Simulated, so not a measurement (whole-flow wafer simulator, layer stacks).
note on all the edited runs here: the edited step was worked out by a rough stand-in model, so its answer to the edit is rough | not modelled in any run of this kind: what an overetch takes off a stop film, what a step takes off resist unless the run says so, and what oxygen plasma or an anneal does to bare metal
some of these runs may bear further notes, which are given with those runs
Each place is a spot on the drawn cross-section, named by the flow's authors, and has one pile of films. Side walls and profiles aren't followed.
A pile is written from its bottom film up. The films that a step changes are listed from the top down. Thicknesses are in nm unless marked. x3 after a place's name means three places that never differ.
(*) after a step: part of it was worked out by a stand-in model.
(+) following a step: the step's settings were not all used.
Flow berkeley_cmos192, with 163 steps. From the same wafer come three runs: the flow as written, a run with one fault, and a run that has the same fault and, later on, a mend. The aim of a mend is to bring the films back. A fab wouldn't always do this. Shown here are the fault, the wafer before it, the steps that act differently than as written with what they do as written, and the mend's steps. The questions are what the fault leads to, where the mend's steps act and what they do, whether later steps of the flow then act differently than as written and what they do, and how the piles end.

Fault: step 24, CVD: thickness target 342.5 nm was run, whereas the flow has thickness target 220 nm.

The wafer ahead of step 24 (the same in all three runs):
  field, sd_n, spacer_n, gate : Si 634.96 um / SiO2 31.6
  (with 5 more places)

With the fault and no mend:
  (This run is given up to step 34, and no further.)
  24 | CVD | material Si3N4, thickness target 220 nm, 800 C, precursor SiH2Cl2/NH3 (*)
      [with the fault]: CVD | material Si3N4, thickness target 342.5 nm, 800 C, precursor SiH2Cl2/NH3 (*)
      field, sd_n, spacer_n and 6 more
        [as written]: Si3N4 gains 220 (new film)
        [with the fault]: Si3N4 gains 342.5 (new film)
  Steps further on in the flow that do not act as written:
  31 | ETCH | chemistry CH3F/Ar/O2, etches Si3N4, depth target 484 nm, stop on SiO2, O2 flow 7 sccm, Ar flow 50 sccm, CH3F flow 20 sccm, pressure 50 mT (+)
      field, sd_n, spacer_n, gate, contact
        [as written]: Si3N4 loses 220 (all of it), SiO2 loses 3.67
        [with the fault]: Si3N4 loses 342.5 (all of it), SiO2 loses 3.67
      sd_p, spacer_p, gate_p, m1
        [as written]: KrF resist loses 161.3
        [with the fault]: KrF resist loses 243
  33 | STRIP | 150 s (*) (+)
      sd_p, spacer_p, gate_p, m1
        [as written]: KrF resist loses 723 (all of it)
        [with the fault]: KrF resist loses 641.4 (all of it)
  After step 34, at sd_p, spacer_p, gate_p, m1, the piles differ from the flow's by more than 2% or 0.5 nm, whichever is larger.
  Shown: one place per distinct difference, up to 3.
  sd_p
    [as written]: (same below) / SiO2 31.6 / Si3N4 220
    [with the fault]: (same below) / SiO2 31.6 / Si3N4 342.5

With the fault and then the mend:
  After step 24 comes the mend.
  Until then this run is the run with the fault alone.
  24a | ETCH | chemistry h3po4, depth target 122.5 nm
      field, sd_n, spacer_n and 6 more
        Si3N4 loses 122.5
  Every later step of the flow that is run acts as written at every place that is followed.
  The piles end the same as the flow's at every place that both follow.
